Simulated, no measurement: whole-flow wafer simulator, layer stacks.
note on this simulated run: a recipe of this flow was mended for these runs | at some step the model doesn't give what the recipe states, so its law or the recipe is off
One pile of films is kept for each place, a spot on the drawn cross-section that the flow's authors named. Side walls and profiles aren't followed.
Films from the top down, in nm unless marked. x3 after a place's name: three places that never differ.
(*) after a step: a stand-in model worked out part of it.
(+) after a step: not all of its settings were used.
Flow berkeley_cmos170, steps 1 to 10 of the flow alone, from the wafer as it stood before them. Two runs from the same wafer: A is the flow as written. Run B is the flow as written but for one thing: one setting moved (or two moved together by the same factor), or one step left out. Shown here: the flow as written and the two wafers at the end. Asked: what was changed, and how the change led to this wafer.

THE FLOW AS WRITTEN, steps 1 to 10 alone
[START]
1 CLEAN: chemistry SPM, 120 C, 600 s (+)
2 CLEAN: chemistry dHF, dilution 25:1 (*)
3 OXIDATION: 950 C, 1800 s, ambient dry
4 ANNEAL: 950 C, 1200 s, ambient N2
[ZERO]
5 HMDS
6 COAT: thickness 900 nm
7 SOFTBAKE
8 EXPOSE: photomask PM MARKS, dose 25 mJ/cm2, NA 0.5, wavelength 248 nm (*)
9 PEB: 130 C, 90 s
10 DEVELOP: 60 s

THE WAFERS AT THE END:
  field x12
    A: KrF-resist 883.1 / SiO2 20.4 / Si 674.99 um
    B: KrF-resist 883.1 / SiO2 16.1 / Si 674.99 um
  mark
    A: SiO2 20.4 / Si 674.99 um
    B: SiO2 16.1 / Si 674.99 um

The cause: step 3, OXIDATION: 927 C was run, where the flow has 950 C.

How the change led to this, step by step:
  3 OXIDATION: 950 C, 1800 s, ambient dry
      field x12, mark: A SiO2 +20.4 (new film), Si -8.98 | B SiO2 +16.1 (new film), Si -7.07
